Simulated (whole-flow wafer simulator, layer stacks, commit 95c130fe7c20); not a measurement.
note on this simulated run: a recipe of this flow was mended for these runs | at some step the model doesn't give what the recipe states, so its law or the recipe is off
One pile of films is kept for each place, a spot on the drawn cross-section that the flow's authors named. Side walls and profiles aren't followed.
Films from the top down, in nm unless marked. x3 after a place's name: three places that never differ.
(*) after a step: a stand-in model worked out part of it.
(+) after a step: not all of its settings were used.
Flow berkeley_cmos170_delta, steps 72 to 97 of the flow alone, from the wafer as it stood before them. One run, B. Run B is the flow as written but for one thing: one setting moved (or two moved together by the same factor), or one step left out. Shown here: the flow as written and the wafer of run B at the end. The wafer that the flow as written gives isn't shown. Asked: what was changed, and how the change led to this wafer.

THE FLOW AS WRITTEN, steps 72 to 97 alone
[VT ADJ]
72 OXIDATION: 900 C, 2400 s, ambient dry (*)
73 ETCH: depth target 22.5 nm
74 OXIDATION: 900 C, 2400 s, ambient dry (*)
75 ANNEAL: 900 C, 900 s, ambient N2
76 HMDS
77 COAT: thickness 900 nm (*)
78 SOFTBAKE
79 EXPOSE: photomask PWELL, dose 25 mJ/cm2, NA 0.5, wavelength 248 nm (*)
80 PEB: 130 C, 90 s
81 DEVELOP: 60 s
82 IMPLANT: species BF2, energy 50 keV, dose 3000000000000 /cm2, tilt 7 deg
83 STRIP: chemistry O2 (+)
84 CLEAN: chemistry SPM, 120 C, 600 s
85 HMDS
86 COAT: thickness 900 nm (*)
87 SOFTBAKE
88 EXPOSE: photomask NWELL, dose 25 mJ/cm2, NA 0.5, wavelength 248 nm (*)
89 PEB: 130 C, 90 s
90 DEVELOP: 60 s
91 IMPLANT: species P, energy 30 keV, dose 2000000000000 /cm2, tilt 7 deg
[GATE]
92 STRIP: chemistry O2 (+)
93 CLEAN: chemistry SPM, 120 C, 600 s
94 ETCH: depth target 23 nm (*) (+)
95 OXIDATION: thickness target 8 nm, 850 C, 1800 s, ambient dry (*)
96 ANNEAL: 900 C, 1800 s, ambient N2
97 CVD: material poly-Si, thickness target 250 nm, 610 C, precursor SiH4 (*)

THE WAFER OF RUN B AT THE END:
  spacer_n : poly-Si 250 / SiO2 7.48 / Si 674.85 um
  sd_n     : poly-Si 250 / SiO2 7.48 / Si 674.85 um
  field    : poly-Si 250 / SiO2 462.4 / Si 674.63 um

The cause: step 73, ETCH: depth target 9 nm was run, where the flow has depth target 22.5 nm.

How the change led to this, step by step:
  73 ETCH: depth target 22.5 nm
      sd_n, spacer_n, gate, sd_p, spacer_p, gate_p, contact, m1: SiO2 -9 (as written it would be: SiO2 -14.9 (all of it))
      field: SiO2 -9 (as written it would be: SiO2 -22.5)
  74 OXIDATION: 900 C, 2400 s, ambient dry (*)
      sd_n, spacer_n, gate, sd_p, spacer_p, gate_p, contact, m1: SiO2 +11, Si -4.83 (as written it would be: SiO2 +14.9 (new film), Si -6.57)
  94 ETCH: depth target 23 nm (*) (+)
      sd_n, spacer_n, gate, sd_p, spacer_p, gate_p, contact, m1: SiO2 -16.9 (all of it) (as written it would be: SiO2 -14.9 (all of it))
